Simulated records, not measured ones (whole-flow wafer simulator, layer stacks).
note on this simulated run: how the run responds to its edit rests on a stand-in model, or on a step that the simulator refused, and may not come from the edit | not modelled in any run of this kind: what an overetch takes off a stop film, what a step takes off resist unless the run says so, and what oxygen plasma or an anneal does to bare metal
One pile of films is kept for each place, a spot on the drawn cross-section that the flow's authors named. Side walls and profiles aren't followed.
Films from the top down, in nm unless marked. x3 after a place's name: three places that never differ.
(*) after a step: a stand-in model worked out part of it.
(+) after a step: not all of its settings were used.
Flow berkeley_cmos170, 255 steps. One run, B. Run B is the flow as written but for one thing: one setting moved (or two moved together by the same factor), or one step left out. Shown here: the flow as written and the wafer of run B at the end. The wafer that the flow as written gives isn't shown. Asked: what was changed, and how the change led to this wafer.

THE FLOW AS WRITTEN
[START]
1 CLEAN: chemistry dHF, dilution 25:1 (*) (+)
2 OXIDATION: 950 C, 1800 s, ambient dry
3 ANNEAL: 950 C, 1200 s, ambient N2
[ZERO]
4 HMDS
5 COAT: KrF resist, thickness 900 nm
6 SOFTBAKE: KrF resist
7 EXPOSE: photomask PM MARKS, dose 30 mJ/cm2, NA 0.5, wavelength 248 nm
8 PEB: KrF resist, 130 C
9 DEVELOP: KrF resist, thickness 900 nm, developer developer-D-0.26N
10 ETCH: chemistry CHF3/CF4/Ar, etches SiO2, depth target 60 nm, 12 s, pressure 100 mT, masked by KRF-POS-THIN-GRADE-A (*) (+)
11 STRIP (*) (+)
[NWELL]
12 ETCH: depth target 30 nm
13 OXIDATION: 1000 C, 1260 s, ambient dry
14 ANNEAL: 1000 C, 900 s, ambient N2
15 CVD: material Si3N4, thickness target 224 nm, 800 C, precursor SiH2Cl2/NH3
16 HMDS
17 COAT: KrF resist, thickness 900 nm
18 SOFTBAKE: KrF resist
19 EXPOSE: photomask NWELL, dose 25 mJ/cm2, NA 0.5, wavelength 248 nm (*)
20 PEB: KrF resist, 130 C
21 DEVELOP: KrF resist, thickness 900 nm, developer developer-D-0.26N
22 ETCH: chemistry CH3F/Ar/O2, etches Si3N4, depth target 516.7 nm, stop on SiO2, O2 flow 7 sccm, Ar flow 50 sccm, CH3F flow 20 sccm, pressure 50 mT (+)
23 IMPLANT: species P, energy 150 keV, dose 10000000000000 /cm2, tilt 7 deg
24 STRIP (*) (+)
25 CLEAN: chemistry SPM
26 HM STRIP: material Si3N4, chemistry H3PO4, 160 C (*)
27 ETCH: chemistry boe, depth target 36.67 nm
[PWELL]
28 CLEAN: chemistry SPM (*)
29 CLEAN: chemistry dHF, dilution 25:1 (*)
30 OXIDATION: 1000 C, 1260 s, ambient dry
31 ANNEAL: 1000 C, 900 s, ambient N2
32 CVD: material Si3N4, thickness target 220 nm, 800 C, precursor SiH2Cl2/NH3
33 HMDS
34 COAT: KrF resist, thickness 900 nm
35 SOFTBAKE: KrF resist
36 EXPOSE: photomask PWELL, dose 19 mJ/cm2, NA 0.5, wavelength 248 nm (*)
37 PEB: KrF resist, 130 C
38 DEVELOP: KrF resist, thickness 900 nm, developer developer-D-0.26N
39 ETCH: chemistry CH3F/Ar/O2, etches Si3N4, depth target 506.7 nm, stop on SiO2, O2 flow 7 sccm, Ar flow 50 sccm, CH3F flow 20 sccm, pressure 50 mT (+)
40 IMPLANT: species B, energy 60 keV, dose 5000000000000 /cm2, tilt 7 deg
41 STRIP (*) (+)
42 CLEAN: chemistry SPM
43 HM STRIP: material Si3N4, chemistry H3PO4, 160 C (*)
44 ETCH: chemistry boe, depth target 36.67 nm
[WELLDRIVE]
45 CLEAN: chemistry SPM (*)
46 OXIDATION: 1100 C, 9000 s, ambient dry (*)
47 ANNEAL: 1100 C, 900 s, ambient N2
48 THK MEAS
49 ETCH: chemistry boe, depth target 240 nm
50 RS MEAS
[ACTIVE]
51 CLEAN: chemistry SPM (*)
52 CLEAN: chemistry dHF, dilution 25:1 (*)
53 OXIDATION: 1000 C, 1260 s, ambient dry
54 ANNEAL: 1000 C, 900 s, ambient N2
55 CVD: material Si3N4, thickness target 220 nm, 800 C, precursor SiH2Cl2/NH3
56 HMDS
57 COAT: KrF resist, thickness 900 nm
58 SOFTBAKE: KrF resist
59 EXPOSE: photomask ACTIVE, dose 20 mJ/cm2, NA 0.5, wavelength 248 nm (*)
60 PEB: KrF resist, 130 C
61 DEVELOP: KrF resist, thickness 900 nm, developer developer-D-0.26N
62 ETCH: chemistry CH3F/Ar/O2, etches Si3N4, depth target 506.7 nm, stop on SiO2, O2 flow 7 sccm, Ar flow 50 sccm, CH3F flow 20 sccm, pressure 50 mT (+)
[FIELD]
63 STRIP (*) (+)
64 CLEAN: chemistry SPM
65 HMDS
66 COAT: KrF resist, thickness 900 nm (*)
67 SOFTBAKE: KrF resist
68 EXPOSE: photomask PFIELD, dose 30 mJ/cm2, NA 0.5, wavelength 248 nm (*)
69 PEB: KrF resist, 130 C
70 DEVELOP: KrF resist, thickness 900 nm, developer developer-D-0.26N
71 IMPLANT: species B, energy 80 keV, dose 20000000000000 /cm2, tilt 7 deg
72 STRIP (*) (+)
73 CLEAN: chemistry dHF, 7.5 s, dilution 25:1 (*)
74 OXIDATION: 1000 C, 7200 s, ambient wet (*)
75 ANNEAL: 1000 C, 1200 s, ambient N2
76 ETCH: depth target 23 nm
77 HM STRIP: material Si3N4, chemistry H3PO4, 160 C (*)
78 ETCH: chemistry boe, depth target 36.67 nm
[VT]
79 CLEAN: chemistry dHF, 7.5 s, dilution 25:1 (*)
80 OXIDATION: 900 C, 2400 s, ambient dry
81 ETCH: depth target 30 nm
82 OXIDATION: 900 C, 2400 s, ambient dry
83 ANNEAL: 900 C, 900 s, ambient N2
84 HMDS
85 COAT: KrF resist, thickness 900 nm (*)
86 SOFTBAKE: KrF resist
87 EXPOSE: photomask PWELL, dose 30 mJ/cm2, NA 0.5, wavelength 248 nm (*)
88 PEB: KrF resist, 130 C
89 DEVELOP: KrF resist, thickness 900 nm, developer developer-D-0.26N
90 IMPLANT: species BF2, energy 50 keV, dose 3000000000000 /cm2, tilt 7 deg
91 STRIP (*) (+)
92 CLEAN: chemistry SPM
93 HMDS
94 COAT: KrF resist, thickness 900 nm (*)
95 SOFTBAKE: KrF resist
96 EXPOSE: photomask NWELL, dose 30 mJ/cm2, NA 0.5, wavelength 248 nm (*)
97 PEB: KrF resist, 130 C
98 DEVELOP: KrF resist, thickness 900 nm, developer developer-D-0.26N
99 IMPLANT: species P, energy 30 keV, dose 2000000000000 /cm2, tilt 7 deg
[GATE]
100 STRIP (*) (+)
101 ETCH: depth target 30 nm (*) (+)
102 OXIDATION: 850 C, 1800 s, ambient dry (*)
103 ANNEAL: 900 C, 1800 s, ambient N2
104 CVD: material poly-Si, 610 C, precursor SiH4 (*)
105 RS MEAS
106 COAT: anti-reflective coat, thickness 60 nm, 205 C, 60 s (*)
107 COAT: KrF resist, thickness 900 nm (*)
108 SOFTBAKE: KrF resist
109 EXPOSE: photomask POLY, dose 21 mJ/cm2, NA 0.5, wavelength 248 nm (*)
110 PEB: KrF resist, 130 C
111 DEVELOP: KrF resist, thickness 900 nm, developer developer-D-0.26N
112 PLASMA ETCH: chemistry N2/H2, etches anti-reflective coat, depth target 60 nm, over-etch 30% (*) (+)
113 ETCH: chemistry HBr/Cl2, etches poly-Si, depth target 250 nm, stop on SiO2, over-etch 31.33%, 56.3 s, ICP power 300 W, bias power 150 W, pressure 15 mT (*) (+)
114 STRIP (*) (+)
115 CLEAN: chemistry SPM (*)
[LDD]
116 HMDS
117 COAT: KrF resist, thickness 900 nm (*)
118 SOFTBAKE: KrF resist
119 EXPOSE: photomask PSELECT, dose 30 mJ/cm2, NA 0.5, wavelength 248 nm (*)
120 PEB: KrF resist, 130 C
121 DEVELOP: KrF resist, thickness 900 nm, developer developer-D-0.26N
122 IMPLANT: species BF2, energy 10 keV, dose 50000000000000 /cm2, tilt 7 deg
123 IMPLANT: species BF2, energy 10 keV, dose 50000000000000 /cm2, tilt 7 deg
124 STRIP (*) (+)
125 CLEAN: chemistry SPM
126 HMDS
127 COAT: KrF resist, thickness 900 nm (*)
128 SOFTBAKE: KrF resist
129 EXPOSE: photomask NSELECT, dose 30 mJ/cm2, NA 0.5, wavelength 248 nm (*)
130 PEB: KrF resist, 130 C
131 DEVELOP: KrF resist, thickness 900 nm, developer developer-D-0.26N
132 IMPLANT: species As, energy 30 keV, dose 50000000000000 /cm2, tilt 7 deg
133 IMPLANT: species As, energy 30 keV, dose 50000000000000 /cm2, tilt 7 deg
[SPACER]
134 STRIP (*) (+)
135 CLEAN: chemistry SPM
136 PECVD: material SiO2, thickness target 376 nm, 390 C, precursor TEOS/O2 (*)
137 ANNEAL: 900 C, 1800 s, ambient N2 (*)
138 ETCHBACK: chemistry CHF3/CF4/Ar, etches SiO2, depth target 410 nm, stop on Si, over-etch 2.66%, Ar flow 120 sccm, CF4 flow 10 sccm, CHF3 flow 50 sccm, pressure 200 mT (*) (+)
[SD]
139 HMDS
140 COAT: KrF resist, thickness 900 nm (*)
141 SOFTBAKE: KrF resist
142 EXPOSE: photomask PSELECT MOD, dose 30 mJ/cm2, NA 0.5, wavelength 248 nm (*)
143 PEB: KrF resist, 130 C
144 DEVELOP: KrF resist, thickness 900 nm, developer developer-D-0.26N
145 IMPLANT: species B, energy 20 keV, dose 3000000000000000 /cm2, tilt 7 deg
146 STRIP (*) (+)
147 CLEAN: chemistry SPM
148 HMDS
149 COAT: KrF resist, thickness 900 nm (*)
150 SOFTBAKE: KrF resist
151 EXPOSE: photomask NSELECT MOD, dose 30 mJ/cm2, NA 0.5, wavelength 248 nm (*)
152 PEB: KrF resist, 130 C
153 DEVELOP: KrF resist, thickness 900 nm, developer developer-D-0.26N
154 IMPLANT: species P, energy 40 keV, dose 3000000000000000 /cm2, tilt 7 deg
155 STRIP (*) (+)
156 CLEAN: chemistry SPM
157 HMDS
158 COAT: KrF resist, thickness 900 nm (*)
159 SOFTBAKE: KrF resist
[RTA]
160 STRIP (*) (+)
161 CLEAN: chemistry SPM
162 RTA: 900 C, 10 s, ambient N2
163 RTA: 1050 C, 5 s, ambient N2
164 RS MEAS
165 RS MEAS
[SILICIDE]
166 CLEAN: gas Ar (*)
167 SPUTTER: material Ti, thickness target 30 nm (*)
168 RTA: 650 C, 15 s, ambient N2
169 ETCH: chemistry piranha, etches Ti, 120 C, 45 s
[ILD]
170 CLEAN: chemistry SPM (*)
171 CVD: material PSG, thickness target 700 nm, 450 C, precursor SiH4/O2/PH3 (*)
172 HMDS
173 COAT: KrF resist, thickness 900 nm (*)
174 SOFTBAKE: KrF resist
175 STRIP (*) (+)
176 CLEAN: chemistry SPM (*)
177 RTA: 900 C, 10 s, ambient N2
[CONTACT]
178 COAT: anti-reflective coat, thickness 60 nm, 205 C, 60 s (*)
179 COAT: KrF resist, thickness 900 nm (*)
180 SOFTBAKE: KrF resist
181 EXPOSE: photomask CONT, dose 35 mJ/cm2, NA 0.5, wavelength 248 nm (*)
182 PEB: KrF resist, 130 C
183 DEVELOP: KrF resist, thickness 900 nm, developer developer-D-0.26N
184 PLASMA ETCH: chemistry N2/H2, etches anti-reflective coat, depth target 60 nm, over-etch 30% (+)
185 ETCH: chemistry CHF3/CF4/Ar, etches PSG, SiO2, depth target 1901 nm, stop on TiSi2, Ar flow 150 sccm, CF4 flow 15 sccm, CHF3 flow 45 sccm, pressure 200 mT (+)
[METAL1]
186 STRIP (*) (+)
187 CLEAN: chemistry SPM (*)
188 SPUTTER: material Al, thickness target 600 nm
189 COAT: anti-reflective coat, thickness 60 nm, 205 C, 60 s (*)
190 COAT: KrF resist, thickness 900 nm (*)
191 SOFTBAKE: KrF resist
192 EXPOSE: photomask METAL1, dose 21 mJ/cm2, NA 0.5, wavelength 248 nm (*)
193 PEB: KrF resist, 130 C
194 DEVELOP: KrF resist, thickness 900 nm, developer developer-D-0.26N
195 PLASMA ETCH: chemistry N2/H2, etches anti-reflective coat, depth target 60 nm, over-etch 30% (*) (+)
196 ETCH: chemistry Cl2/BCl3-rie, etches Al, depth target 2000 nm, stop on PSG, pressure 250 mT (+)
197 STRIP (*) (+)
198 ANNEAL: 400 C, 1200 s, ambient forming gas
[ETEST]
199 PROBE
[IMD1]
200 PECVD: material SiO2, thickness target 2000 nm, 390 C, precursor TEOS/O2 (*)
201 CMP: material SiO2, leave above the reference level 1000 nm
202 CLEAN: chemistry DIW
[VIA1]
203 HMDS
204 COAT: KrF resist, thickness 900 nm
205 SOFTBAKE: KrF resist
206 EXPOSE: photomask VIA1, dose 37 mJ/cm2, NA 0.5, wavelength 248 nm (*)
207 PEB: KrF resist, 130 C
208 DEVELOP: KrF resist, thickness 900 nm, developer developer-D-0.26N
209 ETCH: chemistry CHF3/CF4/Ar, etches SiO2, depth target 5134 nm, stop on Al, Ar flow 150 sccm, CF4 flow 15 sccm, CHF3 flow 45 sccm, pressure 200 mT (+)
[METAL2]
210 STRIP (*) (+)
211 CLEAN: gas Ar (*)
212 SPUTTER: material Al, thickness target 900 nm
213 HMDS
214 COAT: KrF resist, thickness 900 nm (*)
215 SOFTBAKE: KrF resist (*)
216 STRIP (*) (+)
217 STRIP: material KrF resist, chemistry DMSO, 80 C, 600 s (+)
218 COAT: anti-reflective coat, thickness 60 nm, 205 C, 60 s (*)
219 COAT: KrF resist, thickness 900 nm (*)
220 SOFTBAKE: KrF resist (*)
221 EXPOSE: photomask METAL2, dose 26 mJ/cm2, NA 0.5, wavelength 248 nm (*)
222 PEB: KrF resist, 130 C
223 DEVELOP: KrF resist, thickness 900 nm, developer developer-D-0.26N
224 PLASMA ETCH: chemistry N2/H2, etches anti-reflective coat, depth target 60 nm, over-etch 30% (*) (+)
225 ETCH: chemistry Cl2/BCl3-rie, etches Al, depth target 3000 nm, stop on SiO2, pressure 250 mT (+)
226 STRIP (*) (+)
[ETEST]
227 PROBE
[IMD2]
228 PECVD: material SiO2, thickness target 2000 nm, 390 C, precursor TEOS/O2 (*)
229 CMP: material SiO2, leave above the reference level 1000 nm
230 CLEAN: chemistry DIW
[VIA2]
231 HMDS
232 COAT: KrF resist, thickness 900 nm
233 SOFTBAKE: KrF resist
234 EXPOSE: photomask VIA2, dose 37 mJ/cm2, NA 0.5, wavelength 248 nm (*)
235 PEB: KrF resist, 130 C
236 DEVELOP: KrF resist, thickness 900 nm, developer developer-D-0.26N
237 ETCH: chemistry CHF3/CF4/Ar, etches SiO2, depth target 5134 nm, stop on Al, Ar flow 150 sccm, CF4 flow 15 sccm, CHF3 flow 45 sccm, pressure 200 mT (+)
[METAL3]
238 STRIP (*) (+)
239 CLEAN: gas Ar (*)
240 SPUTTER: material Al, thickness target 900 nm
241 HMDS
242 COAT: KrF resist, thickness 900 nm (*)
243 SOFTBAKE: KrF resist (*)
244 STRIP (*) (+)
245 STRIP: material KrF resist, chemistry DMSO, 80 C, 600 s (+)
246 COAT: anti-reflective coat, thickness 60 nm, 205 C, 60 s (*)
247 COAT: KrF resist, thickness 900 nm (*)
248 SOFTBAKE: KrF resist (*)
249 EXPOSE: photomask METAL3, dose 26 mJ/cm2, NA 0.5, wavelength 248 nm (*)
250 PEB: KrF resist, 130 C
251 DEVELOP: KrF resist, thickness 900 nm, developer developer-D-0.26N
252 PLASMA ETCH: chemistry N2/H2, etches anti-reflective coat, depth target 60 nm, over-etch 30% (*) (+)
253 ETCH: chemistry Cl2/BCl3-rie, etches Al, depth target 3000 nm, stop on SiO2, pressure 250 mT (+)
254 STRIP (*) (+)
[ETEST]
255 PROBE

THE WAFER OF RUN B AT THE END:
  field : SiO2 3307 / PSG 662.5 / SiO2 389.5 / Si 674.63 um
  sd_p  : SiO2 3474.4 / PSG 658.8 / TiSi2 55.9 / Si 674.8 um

The cause: step 81, ETCH: depth target 21 nm was run, where the flow has depth target 30 nm.

How the change led to this, step by step:
  81 ETCH: depth target 30 nm
      field: SiO2 -21 (as written it would be: SiO2 -30)
  106 COAT: anti-reflective coat, thickness 60 nm, 205 C, 60 s (*)
      field: anti-reflective coat +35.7 (new film) (as written it would be: anti-reflective coat +34.7 (new film))
      sd_n: anti-reflective coat +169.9 (new film) (as written it would be: anti-reflective coat +158.6 (new film))
      (and at 5 more places)
  112 PLASMA ETCH: chemistry N2/H2, etches anti-reflective coat, depth target 60 nm, over-etch 30% (*) (+)
      field: anti-reflective coat -35.7 (all of it), poly-Si -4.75 (as written it would be: anti-reflective coat -34.7 (all of it), poly-Si -4.4)
      sd_n: anti-reflective coat -169.9 (all of it), poly-Si -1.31 (as written it would be: anti-reflective coat -158.6 (all of it), poly-Si -1.22)
      (and at 3 more places)
  114 STRIP (*) (+)
      gate_n: chemical SiO2 +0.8 (new film), KrF resist -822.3 (all of it), anti-reflective coat -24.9 (all of it), poly-Si -0.35 (as written it would be: chemical SiO2 +0.8 (new film), KrF resist -812.6 (all of it), anti-reflective coat -27.3 (all of it), poly-Si -0.35)
      gate_p: chemical SiO2 +0.8 (new film), KrF resist -787.1 (all of it), anti-reflective coat -28.4 (all of it), poly-Si -0.35 (as written it would be: chemical SiO2 +0.8 (new film), KrF resist -782.1 (all of it), anti-reflective coat -29.6 (all of it), poly-Si -0.35)
  178 COAT: anti-reflective coat, thickness 60 nm, 205 C, 60 s (*)
      sd_n: anti-reflective coat +140.4 (new film) (as written it would be: anti-reflective coat +135.1 (new film))
      m2: anti-reflective coat +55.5 (new film) (as written it would be: anti-reflective coat +56.7 (new film))
  186 STRIP (*) (+)
      sd_n: KrF resist -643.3 (all of it), anti-reflective coat -140.4 (all of it) (as written it would be: KrF resist -643.8 (all of it), anti-reflective coat -135.1 (all of it))
      m2: KrF resist -692.4 (all of it), anti-reflective coat -55.5 (all of it) (as written it would be: KrF resist -689 (all of it), anti-reflective coat -56.7 (all of it))
  189 COAT: anti-reflective coat, thickness 60 nm, 205 C, 60 s (*)
      m2: anti-reflective coat +59.8 (new film) (as written it would be: anti-reflective coat +61.1 (new film))
  197 STRIP (*) (+)
      m2: KrF resist -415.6 (all of it), anti-reflective coat -59.8 (all of it) (as written it would be: KrF resist -412.9 (all of it), anti-reflective coat -61.1 (all of it))
